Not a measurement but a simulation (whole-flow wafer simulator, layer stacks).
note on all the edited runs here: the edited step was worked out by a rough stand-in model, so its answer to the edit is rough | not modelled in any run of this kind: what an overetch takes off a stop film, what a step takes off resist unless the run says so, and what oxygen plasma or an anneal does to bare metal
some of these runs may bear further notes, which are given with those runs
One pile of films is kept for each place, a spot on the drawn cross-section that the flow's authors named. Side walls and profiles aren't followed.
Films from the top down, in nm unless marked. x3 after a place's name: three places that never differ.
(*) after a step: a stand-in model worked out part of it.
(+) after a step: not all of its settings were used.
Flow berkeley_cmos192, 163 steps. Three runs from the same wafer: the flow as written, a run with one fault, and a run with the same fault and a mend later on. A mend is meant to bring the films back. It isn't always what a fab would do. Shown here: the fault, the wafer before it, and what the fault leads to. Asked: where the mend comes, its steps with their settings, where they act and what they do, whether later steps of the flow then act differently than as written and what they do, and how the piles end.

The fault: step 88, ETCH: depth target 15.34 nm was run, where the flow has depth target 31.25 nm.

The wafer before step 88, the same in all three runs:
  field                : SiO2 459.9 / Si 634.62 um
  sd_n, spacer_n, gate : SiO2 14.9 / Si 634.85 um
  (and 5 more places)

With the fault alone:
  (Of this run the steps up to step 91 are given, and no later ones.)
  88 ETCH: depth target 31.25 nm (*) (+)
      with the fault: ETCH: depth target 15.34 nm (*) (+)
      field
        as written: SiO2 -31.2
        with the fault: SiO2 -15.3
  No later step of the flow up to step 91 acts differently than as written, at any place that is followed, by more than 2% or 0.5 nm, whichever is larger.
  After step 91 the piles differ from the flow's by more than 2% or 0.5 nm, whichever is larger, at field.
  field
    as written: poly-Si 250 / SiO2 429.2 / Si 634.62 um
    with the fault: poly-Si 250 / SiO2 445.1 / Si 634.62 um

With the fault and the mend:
  The mend comes after step 88.
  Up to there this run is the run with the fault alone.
  88a ETCH: depth target 15.91 nm (*) (+) (the flow's step 88 once more, with other settings)
      field
        SiO2 -15.9
  No later step of the flow acts differently than as written, at any place that is followed, by more than 2% or 0.5 nm, whichever is larger.
  At the end the piles are the same as the flow's at every place that both follow.
